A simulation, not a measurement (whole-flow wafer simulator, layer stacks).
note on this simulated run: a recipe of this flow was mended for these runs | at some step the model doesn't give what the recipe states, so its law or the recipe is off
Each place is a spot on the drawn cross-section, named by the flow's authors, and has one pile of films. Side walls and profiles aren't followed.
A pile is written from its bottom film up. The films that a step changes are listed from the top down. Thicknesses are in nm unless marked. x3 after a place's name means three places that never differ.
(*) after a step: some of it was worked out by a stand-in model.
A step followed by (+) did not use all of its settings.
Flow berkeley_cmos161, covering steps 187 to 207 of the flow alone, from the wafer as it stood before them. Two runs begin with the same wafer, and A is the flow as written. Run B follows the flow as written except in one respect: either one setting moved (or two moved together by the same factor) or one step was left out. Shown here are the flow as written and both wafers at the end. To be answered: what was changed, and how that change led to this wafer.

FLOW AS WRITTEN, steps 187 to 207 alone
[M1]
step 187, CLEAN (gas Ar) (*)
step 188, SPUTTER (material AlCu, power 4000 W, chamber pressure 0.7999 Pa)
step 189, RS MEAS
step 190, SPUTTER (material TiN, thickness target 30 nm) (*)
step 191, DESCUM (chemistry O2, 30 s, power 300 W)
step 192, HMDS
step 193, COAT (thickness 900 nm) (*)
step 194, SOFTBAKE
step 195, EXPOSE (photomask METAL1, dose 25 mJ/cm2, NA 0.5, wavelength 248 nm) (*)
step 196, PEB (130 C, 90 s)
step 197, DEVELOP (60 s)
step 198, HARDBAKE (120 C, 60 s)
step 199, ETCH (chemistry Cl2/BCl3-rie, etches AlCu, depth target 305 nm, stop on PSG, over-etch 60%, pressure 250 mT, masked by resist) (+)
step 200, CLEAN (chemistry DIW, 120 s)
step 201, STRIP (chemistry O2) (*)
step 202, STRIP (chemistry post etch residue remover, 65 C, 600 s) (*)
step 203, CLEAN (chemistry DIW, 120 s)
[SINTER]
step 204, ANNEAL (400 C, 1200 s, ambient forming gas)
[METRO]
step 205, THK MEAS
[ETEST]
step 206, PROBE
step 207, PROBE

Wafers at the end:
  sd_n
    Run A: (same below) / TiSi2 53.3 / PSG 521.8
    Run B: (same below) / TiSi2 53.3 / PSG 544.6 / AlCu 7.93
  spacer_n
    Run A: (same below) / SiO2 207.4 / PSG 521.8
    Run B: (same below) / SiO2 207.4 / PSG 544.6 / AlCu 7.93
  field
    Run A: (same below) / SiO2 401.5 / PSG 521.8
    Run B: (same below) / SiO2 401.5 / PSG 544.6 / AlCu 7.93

What caused this: step 199, ETCH: depth target 185 nm was run, whereas the flow has depth target 305 nm.

Step by step, how the change led to this:
  step 199, ETCH (chemistry Cl2/BCl3-rie, etches AlCu, depth target 305 nm, stop on PSG, over-etch 60%, pressure 250 mT, masked by resist) (+)
      field, sd_n, spacer_n, gate_n, spacer_p, gate_p: A TiN loses 30 (all of it), AlCu loses 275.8 (all of it), PSG loses 22.8 | B TiN loses 30 (all of it), AlCu loses 266
      contact, m1: A KrF-resist loses 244 | B KrF-resist loses 148
      (also at 1 further place)
  step 201, STRIP (chemistry O2) (*)
      contact: A KrF-resist loses 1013 (all of it) | B KrF-resist loses 1109 (all of it)
      m1: A KrF-resist loses 537.5 (all of it) | B KrF-resist loses 633.5 (all of it)
  step 202, STRIP (chemistry post etch residue remover, 65 C, 600 s) (*)
      field, sd_n, spacer_n, gate_n, spacer_p, gate_p: A nothing | B AlCu loses 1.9
If metal films that touch count as one body, sd_n has 1 body; the flow as written gives 0 bodies.
If metal films that touch count as one body, spacer_n has 1 body; the flow as written gives 0 bodies.
If metal films that touch count as one body, field has 1 body; the flow as written gives 0 bodies.
